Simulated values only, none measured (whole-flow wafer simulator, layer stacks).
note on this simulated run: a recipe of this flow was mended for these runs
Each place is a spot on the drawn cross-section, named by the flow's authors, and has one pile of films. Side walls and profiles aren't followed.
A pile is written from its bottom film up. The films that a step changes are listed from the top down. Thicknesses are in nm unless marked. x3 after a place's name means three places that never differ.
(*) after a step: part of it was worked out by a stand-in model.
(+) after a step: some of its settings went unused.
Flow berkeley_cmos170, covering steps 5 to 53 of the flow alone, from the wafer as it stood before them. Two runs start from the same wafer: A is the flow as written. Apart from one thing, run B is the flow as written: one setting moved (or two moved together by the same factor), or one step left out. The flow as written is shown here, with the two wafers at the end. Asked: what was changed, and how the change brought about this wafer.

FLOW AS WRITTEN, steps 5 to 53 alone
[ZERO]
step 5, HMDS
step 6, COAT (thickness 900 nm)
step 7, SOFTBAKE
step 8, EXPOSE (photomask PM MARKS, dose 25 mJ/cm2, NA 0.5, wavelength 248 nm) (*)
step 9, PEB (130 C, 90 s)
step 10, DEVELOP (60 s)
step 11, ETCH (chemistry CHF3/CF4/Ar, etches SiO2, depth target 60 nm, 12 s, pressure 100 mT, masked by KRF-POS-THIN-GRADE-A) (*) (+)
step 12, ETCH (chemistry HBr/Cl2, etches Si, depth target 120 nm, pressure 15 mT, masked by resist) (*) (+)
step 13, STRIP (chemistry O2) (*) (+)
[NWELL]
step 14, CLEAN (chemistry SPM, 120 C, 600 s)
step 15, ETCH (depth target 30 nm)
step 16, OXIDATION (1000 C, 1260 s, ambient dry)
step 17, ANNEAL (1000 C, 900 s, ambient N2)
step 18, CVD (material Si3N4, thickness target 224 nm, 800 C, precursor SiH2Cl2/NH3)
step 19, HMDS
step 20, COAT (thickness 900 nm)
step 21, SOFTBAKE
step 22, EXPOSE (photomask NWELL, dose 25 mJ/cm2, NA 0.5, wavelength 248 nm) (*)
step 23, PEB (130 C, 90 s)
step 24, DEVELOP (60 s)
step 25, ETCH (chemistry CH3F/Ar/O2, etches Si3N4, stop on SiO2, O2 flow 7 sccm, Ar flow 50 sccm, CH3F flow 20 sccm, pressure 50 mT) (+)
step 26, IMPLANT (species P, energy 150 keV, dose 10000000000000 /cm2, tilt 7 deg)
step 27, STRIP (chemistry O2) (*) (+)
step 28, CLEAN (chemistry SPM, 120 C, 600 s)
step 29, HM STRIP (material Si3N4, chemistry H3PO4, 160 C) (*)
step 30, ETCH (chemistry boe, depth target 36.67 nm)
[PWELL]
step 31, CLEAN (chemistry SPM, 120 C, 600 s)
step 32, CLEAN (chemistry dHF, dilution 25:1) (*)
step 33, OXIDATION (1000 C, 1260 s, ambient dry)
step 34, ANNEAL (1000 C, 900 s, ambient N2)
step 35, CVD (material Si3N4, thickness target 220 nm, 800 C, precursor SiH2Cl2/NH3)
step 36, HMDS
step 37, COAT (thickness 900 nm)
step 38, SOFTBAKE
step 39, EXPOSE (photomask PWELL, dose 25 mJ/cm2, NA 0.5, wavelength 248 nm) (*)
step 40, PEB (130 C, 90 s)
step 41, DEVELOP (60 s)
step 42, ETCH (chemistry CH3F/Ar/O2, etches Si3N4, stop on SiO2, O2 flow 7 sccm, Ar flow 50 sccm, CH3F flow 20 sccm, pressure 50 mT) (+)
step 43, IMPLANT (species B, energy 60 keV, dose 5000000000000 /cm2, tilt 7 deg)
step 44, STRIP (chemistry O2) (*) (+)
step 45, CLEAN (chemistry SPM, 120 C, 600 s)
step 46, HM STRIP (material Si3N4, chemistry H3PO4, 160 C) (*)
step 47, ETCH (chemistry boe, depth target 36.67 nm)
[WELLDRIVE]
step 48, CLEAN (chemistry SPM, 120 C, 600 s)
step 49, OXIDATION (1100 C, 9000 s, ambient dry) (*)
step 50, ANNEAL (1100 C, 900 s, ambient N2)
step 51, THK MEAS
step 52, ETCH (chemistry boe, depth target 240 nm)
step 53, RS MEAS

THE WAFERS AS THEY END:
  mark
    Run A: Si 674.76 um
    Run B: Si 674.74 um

What caused this: step 12, ETCH: depth target 137 nm was run, whereas the flow has depth target 120 nm.

How this came from the change, step by step:
  step 12, ETCH (chemistry HBr/Cl2, etches Si, depth target 120 nm, pressure 15 mT, masked by resist) (*) (+)
      field x9, sd_p x3: A KrF-resist loses 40 | B KrF-resist loses 45.7
      mark: A Si loses 120 | B Si loses 137
